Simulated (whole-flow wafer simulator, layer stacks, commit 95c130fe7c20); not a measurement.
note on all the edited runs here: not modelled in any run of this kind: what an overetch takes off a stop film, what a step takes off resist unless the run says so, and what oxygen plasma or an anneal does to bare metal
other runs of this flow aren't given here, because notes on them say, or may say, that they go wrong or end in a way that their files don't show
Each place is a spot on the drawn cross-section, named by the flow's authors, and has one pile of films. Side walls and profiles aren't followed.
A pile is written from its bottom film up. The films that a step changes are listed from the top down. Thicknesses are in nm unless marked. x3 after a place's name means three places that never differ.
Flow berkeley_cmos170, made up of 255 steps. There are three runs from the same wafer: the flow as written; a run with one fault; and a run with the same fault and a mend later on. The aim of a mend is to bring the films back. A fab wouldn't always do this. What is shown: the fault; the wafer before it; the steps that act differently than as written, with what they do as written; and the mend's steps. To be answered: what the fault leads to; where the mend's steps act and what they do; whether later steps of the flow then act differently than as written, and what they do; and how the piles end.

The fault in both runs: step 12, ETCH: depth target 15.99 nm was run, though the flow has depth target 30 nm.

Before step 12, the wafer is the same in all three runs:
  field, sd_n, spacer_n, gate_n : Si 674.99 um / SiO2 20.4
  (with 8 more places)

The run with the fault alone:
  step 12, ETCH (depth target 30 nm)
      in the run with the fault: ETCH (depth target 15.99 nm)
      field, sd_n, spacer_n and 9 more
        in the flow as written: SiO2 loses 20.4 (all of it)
        in the run with the fault: SiO2 loses 16
  Steps later in the flow that act otherwise than as written:
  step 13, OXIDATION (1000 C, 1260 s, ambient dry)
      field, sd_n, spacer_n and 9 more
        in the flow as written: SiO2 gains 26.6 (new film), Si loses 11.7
        in the run with the fault: SiO2 gains 23.1, Si loses 10.2
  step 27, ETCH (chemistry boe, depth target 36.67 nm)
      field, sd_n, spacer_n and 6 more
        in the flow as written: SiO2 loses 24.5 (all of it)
        in the run with the fault: SiO2 loses 25.4 (all of it)
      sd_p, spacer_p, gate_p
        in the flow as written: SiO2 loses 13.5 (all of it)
        in the run with the fault: SiO2 loses 14.5 (all of it)
  At the end the piles are close to the flow's at the places that both follow, differing by at most 2% or 0.5 nm, whichever is larger.

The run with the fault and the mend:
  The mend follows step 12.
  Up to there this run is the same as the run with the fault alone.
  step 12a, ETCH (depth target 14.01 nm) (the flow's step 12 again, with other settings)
      field, sd_n, spacer_n and 9 more
        SiO2 loses 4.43 (all of it)
  Every later step of the flow that is run acts as written at every place that is followed.
  At every place that both follow, the piles at the end match the flow's.
